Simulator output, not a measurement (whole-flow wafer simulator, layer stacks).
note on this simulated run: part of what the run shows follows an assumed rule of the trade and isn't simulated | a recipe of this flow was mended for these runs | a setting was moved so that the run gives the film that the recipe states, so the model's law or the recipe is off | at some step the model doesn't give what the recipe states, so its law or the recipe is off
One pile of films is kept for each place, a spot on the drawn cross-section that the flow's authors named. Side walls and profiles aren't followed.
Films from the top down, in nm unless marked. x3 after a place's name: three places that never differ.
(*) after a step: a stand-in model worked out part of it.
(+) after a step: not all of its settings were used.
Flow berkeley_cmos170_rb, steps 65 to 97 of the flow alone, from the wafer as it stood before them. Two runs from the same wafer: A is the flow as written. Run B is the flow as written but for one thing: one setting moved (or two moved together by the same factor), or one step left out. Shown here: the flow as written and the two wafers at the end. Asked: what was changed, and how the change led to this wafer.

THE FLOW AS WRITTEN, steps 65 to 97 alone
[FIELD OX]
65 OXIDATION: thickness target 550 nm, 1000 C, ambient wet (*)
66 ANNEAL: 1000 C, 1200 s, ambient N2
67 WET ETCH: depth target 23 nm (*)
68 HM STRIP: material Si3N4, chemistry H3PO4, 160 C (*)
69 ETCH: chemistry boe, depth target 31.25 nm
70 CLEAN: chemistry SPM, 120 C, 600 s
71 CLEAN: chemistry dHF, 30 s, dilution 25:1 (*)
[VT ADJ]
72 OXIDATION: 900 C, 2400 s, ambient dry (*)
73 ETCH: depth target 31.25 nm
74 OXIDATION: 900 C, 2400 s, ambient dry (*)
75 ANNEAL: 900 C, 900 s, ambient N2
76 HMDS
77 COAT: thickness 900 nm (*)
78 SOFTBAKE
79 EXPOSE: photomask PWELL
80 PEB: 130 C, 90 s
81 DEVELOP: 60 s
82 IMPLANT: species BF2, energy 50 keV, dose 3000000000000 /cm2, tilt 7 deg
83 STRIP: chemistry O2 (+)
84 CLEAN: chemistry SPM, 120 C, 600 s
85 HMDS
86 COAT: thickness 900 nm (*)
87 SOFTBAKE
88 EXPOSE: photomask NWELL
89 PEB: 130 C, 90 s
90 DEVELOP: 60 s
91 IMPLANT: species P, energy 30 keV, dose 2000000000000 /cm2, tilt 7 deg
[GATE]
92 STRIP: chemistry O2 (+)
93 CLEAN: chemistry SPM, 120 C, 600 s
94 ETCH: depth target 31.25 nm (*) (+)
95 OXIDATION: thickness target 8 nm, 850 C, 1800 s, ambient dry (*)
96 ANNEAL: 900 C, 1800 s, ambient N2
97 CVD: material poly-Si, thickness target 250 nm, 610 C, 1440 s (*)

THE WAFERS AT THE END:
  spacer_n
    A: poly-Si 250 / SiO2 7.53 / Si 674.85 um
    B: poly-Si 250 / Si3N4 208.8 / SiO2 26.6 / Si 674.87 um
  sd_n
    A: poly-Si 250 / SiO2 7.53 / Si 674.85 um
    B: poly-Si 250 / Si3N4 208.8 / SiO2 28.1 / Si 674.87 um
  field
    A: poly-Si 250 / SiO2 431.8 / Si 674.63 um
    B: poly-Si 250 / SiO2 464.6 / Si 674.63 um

The cause: step 67, WET ETCH: depth target 23 nm (*), was left out.

How the change led to this, step by step:
  68 HM STRIP: material Si3N4, chemistry H3PO4, 160 C (*)
      sd_n, spacer_n, gate, sd_p, spacer_p, gate_p, contact, m1: A Si3N4 -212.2 (all of it), SiO2 -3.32 | B nothing
      field: A SiO2 -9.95 | B nothing
  69 ETCH: chemistry boe, depth target 31.25 nm
      spacer_n, spacer_p, gate_p, contact, m1: A SiO2 -23.2 (all of it) | B SiO2 -12.1 (all of it), Si3N4 -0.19
      gate, sd_p: A SiO2 -23.3 (all of it) | B SiO2 -12.1 (all of it), Si3N4 -0.19
      (and at 1 more place)
  70 CLEAN: chemistry SPM, 120 C, 600 s
      sd_n, spacer_n, gate, sd_p, spacer_p, gate_p, contact, m1: A chemical SiO2 +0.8 (new film), Si -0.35 | B nothing
  71 CLEAN: chemistry dHF, 30 s, dilution 25:1 (*)
      sd_n, spacer_n, gate, sd_p, spacer_p, gate_p, contact, m1: A chemical SiO2 -0.8 (all of it) | B Si3N4 -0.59
  72 OXIDATION: 900 C, 2400 s, ambient dry (*)
      sd_n, spacer_n, gate, sd_p, spacer_p, gate_p, contact, m1: A SiO2 +15 (new film), Si -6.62 | B nothing
  73 ETCH: depth target 31.25 nm
      sd_n, spacer_n, gate, sd_p, spacer_p, gate_p, contact, m1: A SiO2 -15 (all of it) | B Si3N4 -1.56
  74 OXIDATION: 900 C, 2400 s, ambient dry (*)
      sd_n, spacer_n, gate, sd_p, spacer_p, gate_p, contact, m1: A SiO2 +15 (new film), Si -6.62 | B nothing
  77 COAT: thickness 900 nm (*)
      field: A KrF-resist +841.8 (new film) | B KrF-resist +895.4 (new film)
      sd_n: A KrF-resist +1014.8 (new film) | B KrF-resist +908.2 (new film)
      (and at 7 more places)
  81 DEVELOP: 60 s
      spacer_n, gate: A KrF-resist -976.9 (all of it) | B KrF-resist -905 (all of it)
      field: A KrF-resist -839.9 (all of it) | B KrF-resist -893.4 (all of it)
      (and at 3 more places)
  83 STRIP: chemistry O2 (+)
      sd_p: A KrF-resist -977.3 (all of it) | B KrF-resist -890.7 (all of it)
      spacer_p: A KrF-resist -958.6 (all of it) | B KrF-resist -889.4 (all of it)
      (and at 1 more place)
  86 COAT: thickness 900 nm (*)
      field: A KrF-resist +841.8 (new film) | B KrF-resist +895.4 (new film)
      sd_n: A KrF-resist +1014.8 (new film) | B KrF-resist +908.2 (new film)
      (and at 7 more places)
  90 DEVELOP: 60 s
      sd_p: A KrF-resist -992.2 (all of it) | B KrF-resist -905.6 (all of it)
      spacer_p: A KrF-resist -973.6 (all of it) | B KrF-resist -904.3 (all of it)
      (and at 1 more place)
  92 STRIP: chemistry O2 (+)
      field: A KrF-resist -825 (all of it) | B KrF-resist -878.5 (all of it)
      sd_n: A KrF-resist -997.5 (all of it) | B KrF-resist -891.3 (all of it)
      (and at 4 more places)
  94 ETCH: depth target 31.25 nm (*) (+)
      sd_n, spacer_n, gate, sd_p, spacer_p, gate_p, contact, m1: A SiO2 -15 (all of it) | B Si3N4 -1.56
  95 OXIDATION: thickness target 8 nm, 850 C, 1800 s, ambient dry (*)
      sd_n, spacer_n, gate, sd_p, spacer_p, gate_p, contact, m1: A SiO2 +7.53 (new film), Si -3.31 | B nothing
